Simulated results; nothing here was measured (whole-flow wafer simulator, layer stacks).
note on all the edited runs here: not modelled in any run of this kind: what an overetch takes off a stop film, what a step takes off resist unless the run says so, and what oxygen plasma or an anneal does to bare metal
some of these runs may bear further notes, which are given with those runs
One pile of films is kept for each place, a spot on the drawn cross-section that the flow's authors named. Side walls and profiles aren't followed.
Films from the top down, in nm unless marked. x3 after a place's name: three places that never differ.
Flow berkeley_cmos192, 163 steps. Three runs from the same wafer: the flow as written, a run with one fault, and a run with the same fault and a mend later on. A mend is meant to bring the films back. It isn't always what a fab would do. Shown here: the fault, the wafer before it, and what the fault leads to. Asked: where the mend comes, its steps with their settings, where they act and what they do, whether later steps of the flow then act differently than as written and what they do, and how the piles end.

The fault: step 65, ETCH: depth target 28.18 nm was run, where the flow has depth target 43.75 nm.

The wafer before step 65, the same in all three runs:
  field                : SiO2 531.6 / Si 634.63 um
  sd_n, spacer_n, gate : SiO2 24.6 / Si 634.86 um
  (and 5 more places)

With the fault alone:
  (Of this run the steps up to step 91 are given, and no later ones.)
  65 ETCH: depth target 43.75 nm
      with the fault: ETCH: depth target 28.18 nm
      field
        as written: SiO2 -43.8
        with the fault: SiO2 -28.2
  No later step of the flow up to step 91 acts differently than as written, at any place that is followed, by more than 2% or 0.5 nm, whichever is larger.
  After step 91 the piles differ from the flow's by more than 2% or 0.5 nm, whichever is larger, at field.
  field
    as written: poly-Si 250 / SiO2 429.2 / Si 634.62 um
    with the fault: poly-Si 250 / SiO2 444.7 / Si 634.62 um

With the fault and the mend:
  The mend comes after step 65.
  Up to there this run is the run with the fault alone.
  65a ETCH: depth target 15.57 nm (the flow's step 65 once more, with other settings)
      field
        SiO2 -15.6
  No later step of the flow acts differently than as written, at any place that is followed, by more than 2% or 0.5 nm, whichever is larger.
  At the end the piles are the same as the flow's at every place that both follow.
